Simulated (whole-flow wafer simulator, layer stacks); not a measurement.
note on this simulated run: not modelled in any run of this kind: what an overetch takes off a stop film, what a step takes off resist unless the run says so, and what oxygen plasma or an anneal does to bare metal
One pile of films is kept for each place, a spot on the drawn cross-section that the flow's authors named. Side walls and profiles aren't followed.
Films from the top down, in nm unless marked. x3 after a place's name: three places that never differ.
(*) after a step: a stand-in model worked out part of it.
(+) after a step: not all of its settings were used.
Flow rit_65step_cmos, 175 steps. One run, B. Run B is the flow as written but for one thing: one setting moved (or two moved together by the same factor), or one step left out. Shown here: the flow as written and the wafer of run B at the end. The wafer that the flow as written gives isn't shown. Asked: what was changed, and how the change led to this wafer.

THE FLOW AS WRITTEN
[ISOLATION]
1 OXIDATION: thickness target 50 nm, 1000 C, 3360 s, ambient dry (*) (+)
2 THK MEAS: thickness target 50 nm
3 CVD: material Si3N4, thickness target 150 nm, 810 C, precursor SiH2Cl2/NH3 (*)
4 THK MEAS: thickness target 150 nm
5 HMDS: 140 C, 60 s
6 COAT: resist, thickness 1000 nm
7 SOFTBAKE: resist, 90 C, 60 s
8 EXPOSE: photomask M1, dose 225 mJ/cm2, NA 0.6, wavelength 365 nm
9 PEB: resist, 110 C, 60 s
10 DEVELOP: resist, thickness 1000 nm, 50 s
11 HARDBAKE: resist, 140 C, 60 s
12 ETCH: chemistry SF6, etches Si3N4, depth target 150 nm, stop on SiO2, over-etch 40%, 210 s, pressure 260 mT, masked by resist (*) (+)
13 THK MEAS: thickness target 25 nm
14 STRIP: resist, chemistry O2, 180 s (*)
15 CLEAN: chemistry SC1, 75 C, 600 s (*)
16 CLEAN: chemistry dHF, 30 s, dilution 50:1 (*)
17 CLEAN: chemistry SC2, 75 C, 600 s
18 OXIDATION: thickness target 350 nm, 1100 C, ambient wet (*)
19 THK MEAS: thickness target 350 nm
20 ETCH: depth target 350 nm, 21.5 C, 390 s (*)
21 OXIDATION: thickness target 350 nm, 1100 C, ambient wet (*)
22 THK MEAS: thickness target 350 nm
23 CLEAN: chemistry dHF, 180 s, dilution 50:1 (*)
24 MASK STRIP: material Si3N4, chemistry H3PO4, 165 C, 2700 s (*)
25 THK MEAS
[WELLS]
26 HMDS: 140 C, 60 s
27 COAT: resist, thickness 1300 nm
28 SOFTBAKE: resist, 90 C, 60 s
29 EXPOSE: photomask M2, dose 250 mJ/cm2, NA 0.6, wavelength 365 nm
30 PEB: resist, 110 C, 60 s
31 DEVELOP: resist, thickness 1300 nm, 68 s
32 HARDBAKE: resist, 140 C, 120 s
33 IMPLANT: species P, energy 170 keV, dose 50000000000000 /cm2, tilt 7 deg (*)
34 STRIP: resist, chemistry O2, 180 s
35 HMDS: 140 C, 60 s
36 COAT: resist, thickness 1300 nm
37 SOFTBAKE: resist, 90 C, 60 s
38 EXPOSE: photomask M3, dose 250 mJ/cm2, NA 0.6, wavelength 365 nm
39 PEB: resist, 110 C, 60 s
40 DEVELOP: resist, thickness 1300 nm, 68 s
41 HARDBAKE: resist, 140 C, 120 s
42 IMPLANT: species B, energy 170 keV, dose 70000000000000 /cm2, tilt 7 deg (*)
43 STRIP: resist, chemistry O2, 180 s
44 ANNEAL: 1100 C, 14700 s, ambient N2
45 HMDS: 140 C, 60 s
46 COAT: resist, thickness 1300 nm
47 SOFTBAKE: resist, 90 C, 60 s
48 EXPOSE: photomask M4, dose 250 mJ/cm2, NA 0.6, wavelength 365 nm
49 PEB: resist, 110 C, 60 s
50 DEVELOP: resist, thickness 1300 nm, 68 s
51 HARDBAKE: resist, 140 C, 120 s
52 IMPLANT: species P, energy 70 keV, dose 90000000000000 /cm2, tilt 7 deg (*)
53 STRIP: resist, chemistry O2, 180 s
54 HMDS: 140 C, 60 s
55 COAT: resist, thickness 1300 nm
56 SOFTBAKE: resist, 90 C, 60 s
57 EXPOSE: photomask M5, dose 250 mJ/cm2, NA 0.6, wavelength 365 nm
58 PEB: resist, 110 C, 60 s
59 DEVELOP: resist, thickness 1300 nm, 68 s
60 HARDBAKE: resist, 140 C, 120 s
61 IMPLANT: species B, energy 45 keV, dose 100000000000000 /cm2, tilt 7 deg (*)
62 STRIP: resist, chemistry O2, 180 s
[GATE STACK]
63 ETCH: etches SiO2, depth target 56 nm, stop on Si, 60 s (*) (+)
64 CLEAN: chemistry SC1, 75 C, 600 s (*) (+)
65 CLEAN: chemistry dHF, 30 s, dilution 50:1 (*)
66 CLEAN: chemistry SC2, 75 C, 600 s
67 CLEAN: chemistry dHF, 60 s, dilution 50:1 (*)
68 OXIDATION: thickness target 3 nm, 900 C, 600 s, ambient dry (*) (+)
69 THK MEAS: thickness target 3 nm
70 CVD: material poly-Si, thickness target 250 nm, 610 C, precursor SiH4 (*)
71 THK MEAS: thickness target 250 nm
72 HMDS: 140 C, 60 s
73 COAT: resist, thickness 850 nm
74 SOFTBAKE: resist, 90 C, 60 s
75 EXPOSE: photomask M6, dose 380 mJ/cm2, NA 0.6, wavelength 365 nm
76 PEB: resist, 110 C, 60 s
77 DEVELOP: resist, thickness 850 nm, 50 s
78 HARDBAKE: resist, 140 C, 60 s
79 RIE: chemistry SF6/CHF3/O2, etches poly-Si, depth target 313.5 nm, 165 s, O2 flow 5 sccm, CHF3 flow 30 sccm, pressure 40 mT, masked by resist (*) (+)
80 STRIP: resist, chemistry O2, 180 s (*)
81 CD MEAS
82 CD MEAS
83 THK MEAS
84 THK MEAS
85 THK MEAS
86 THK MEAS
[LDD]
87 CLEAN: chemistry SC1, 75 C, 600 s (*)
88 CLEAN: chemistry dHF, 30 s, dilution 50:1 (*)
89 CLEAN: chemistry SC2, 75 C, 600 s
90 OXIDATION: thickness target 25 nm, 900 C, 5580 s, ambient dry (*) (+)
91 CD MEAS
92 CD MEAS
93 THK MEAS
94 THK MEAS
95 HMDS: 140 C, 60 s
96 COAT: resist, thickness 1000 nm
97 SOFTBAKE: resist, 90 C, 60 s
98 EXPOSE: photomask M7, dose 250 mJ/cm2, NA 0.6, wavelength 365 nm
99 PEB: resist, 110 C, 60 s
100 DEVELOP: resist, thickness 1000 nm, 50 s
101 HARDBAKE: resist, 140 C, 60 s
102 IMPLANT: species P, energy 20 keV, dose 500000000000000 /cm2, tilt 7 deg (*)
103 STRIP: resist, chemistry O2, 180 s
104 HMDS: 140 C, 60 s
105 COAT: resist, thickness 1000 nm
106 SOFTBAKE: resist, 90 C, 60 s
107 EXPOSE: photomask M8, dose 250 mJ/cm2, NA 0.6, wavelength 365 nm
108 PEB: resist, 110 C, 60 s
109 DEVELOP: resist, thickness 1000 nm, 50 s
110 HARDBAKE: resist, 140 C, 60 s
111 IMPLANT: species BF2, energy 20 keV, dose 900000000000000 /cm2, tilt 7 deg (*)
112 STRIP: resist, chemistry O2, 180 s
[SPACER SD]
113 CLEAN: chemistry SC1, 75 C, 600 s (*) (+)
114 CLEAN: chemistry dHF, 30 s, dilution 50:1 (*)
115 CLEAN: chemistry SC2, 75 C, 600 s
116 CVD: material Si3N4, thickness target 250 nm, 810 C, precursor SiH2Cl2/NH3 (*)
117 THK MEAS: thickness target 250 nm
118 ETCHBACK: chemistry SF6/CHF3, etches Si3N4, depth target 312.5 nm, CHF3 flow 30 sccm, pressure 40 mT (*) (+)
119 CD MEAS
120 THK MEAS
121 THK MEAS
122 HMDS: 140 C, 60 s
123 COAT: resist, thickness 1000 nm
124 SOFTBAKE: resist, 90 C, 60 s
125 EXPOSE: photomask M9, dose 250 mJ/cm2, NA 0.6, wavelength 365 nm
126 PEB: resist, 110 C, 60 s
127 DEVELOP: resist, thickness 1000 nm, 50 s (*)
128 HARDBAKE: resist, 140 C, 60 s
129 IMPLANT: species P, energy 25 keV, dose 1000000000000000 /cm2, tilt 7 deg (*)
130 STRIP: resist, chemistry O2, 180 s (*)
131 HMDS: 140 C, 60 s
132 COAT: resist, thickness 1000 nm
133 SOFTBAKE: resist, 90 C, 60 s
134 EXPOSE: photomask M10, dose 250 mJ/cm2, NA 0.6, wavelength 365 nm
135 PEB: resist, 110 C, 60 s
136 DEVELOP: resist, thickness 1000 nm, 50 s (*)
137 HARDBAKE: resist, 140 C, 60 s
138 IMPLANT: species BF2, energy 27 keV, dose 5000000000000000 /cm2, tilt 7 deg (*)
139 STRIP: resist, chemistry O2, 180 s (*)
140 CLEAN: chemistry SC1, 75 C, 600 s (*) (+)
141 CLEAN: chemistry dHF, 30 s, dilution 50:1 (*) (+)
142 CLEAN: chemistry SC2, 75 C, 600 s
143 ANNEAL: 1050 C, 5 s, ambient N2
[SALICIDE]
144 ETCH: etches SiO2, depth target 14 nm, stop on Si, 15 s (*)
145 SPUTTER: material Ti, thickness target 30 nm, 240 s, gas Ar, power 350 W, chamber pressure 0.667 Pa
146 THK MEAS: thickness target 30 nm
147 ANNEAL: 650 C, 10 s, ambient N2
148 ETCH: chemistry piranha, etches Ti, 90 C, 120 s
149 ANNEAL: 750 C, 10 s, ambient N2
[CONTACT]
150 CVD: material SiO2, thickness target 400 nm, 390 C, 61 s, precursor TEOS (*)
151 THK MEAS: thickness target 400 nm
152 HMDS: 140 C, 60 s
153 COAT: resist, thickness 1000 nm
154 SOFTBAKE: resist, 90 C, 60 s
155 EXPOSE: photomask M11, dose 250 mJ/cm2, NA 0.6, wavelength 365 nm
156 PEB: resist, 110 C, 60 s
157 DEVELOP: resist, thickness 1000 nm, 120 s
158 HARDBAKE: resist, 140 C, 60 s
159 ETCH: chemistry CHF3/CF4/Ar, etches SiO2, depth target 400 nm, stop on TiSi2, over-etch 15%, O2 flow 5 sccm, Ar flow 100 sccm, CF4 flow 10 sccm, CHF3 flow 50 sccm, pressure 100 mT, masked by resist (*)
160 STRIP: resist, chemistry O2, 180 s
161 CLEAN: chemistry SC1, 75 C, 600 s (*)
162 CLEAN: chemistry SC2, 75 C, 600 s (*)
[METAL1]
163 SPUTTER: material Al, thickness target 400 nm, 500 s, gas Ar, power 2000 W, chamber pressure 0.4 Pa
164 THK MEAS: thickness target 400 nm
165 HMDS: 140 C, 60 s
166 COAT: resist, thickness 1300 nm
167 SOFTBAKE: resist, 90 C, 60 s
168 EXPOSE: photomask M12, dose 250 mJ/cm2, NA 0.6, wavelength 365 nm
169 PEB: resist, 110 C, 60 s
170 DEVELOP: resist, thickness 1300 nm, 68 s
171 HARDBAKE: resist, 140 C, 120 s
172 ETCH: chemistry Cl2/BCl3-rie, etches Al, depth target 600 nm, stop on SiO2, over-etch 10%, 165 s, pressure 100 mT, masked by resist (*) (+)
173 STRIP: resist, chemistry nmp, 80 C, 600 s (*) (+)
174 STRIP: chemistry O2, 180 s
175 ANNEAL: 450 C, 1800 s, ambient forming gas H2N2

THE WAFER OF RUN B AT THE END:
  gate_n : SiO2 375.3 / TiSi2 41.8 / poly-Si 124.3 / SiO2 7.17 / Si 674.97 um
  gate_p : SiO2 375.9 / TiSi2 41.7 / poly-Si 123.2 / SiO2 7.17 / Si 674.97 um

The cause: step 145, SPUTTER: thickness target 24 nm was run, where the flow has thickness target 30 nm.

How the change led to this, step by step:
  145 SPUTTER: material Ti, thickness target 30 nm, 240 s, gas Ar, power 350 W, chamber pressure 0.667 Pa
      field, field_pw, field_nw, field_p, spacer, spacer_p: Ti +24 (new film) (as written it would be: Ti +30 (new film))
      gate_n: Ti +21.8 (new film) (as written it would be: Ti +27.3 (new film))
      (and at 1 more place)
  147 ANNEAL: 650 C, 10 s, ambient N2
      gate_n: Ti -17, TiSi2 C49 +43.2 (new film), poly-Si -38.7 (as written it would be: Ti -21.3, TiSi first +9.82 (new film), TiSi2 C49 +39.5 (new film), poly-Si -41.9)
      gate_p: Ti -16.9, TiSi2 C49 +43.1 (new film), poly-Si -38.6 (as written it would be: Ti -21.2, TiSi first +9.56 (new film), TiSi2 C49 +39.6 (new film), poly-Si -41.9)
  148 ETCH: chemistry piranha, etches Ti, 90 C, 120 s
      gate_n: Ti -4.8 (all of it), TiSi2 C49 -0.11 (as written it would be: Ti -6 (all of it), TiSi first -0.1)
      gate_p: Ti -4.77 (all of it), TiSi2 C49 -0.11 (as written it would be: Ti -5.97 (all of it), TiSi first -0.1)
      (and at 6 more places)
  149 ANNEAL: 750 C, 10 s, ambient N2
      gate_n: TiSi2 +41.8 (new film), TiSi2 C49 -43.1 (all of it) (as written it would be: TiSi2 +50.8 (new film), TiSi first -9.72 (all of it), TiSi2 C49 -39.5 (all of it), poly-Si -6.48)
      gate_p: TiSi2 +41.7 (new film), TiSi2 C49 -42.9 (all of it) (as written it would be: TiSi2 +50.6 (new film), TiSi first -9.46 (all of it), TiSi2 C49 -39.6 (all of it), poly-Si -6.31)
